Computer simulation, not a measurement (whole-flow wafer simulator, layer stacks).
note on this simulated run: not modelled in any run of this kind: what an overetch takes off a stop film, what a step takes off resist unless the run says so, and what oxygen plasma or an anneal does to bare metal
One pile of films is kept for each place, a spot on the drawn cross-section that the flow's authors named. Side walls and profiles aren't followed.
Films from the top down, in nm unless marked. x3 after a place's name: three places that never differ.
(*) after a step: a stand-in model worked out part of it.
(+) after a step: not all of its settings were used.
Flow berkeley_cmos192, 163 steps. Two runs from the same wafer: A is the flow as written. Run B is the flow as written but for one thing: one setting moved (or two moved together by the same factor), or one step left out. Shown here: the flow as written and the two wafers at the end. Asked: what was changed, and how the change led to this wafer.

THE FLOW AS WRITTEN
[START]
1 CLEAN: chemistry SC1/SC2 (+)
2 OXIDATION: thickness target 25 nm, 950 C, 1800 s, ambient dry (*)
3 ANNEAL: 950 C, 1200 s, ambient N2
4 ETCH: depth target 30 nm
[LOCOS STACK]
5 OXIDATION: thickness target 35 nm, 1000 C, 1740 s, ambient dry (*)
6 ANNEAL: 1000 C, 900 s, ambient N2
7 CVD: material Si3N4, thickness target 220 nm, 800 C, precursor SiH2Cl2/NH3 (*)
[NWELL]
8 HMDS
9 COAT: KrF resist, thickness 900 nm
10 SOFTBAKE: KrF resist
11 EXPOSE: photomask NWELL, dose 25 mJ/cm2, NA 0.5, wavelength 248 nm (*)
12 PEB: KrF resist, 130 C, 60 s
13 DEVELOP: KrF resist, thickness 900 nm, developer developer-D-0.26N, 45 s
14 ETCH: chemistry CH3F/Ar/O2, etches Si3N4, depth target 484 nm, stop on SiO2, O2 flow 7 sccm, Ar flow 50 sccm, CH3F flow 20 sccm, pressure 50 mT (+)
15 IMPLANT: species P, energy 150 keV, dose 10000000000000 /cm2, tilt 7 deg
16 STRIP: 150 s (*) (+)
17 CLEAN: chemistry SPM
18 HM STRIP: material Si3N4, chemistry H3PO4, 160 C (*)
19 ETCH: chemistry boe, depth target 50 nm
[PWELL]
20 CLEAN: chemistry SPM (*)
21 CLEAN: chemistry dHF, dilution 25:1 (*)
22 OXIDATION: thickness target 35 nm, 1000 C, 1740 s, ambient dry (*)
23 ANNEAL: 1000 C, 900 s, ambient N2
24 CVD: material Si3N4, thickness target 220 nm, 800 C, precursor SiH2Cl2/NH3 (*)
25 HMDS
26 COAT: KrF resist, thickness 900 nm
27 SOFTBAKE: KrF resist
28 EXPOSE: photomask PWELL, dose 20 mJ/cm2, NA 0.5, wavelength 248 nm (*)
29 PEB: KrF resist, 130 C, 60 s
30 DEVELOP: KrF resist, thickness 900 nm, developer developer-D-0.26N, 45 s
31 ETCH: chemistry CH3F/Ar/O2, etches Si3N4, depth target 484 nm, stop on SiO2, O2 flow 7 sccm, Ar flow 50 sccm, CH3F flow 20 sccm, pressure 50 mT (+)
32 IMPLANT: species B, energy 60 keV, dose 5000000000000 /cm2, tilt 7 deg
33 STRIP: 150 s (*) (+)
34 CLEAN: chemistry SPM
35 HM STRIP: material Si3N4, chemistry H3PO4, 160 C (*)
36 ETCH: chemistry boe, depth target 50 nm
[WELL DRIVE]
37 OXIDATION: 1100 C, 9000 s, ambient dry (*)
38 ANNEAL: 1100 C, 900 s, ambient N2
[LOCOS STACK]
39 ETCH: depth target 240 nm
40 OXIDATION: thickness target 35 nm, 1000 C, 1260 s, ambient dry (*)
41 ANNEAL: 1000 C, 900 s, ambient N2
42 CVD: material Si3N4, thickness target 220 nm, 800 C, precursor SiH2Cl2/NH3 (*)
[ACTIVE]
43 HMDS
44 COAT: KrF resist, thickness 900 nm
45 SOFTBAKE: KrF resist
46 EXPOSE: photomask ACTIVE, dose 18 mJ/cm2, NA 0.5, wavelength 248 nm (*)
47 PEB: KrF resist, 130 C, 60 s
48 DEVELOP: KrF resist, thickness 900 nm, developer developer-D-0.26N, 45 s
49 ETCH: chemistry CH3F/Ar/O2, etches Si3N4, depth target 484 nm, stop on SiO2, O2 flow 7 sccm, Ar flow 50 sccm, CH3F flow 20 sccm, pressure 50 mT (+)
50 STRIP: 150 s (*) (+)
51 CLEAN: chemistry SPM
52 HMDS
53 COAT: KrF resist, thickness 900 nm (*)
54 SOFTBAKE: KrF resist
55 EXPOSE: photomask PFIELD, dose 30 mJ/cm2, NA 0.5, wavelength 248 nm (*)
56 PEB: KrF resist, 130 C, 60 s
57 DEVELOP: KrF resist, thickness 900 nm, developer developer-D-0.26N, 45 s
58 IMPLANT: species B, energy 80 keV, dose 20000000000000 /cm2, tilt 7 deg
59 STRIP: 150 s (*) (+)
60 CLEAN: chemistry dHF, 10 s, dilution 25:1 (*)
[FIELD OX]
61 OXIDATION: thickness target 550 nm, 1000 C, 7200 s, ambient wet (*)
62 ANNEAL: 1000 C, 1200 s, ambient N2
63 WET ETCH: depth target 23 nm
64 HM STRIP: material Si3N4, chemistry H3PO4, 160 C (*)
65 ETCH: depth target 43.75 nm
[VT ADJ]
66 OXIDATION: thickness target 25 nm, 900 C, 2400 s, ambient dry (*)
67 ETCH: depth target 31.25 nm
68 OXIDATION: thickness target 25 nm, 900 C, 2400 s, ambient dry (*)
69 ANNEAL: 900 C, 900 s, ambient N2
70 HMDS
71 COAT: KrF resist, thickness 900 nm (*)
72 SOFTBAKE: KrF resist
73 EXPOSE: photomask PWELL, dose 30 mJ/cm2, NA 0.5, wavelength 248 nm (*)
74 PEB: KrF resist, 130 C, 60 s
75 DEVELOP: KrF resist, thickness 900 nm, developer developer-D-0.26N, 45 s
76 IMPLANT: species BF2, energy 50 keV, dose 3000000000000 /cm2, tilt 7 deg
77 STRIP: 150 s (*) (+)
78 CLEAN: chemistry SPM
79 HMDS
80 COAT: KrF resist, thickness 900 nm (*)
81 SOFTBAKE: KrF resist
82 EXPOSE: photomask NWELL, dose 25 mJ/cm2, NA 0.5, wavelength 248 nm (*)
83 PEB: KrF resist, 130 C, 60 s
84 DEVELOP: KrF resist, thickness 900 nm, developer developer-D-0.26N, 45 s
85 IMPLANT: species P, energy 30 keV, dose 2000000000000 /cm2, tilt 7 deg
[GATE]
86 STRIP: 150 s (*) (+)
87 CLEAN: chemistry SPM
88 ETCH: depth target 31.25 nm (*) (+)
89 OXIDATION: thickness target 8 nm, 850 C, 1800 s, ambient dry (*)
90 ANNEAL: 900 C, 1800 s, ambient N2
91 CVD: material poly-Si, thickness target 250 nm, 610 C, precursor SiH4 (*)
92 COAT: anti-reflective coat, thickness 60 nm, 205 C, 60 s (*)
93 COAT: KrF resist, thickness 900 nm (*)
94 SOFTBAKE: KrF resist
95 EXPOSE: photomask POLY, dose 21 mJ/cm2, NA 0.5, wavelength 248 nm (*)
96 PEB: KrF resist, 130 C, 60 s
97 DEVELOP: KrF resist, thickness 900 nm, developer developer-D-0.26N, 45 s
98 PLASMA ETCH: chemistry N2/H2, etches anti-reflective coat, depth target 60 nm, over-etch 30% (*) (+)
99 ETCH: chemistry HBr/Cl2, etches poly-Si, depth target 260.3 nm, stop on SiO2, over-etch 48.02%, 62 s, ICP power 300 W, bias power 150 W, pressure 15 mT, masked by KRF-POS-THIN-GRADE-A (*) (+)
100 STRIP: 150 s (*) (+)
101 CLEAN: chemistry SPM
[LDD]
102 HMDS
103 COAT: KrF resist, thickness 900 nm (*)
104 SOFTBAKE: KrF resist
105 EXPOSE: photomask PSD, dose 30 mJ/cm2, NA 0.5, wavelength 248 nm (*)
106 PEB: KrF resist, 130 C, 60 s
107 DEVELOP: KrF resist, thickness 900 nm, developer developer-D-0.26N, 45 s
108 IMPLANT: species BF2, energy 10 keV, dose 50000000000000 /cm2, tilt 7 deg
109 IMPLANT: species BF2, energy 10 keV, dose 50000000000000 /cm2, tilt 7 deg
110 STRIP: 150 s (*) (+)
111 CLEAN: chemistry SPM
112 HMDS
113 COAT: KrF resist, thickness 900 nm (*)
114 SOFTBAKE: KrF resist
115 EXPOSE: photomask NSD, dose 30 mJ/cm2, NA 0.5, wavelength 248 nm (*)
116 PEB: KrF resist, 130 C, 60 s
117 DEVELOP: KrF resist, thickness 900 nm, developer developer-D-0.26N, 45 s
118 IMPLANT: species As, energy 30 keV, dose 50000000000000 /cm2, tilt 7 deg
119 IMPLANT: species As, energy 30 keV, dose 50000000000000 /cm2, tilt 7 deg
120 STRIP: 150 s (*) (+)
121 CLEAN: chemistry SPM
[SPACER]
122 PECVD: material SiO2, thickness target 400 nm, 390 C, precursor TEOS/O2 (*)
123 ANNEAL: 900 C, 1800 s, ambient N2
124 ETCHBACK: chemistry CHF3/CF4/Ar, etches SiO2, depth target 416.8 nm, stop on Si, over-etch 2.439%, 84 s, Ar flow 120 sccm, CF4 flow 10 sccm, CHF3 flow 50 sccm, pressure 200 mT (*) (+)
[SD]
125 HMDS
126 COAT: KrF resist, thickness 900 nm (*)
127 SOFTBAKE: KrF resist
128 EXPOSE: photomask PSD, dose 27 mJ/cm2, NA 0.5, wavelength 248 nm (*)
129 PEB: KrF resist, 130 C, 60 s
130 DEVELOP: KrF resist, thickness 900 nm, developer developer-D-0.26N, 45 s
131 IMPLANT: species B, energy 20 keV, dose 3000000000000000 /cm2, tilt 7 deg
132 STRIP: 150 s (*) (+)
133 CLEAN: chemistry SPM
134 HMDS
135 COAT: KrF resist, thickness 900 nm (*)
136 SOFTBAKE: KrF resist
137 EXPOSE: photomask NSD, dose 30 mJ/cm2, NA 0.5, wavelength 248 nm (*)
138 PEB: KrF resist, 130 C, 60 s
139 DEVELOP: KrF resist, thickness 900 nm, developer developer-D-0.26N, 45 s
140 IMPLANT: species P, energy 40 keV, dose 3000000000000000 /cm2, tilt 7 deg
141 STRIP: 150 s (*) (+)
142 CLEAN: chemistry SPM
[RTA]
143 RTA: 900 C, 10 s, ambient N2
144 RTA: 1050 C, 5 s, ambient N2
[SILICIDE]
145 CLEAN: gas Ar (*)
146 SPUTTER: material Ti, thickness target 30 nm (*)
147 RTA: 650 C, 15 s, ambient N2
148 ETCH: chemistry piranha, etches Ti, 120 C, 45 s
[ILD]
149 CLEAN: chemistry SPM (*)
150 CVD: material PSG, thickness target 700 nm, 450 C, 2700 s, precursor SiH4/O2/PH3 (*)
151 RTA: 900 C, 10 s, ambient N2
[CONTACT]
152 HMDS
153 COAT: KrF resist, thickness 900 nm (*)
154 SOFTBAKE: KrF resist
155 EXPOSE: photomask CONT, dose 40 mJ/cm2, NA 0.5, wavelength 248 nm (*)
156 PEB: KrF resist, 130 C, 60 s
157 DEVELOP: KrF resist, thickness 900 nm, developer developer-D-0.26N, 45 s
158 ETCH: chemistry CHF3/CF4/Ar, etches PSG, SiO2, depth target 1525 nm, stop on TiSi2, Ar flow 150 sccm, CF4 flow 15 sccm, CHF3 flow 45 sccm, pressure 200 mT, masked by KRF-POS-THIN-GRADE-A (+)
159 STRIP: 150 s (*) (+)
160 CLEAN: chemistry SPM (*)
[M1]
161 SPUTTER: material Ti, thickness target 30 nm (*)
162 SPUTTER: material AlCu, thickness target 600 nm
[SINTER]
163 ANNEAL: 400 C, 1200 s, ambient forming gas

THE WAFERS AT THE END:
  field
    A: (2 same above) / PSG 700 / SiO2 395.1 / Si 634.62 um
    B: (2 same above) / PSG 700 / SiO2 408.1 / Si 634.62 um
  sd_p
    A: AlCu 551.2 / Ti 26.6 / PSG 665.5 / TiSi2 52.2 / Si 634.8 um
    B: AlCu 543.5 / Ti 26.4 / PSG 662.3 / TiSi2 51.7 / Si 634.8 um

The cause: step 65, ETCH: depth target 30.63 nm was run, where the flow has depth target 43.75 nm.

How the change led to this, step by step:
  65 ETCH: depth target 43.75 nm
      field: A SiO2 -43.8 | B SiO2 -30.6
  92 COAT: anti-reflective coat, thickness 60 nm, 205 C, 60 s (*)
      sd_n: A anti-reflective coat +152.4 (new film) | B anti-reflective coat +161.5 (new film)
      spacer_n: A anti-reflective coat +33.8 (new film) | B anti-reflective coat +30.6 (new film)
      (and at 6 more places)
  98 PLASMA ETCH: chemistry N2/H2, etches anti-reflective coat, depth target 60 nm, over-etch 30% (*) (+)
      sd_n: A anti-reflective coat -152.4 (all of it), poly-Si -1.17 | B anti-reflective coat -161.5 (all of it), poly-Si -1.24
      spacer_n: A anti-reflective coat -33.8 (all of it), poly-Si -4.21 | B anti-reflective coat -30.6 (all of it), poly-Si -4.6
      (and at 4 more places)
  100 STRIP: 150 s (*) (+)
      gate: A chemical SiO2 +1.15 (new film), KrF resist -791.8 (all of it), anti-reflective coat -30 (all of it), poly-Si -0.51 | B chemical SiO2 +1.15 (new film), KrF resist -802.8 (all of it), anti-reflective coat -26.6 (all of it), poly-Si -0.51
      gate_p: A chemical SiO2 +1.15 (new film), KrF resist -765.1 (all of it), anti-reflective coat -31 (all of it), poly-Si -0.51 | B chemical SiO2 +1.15 (new film), KrF resist -772.3 (all of it), anti-reflective coat -28.6 (all of it), poly-Si -0.51
  147 RTA: 650 C, 15 s, ambient N2
      sd_p: A Ti -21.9, TiSi first +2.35 (new film), TiSi2 C49 +52.1 (new film), Si -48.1 | B Ti -21.6, TiSi first +1.83 (new film), TiSi2 C49 +52.3 (new film), Si -47.9
  151 RTA: 900 C, 10 s, ambient N2
      sd_p: A under 1 film: TiSi2 +52.2 (new film), TiSi first -2.25 (all of it), TiSi2 C49 -52.1 (all of it), Si -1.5 | B under 1 film: TiSi2 +51.7 (new film), TiSi first -1.72 (all of it), TiSi2 C49 -52.3 (all of it), Si -1.15
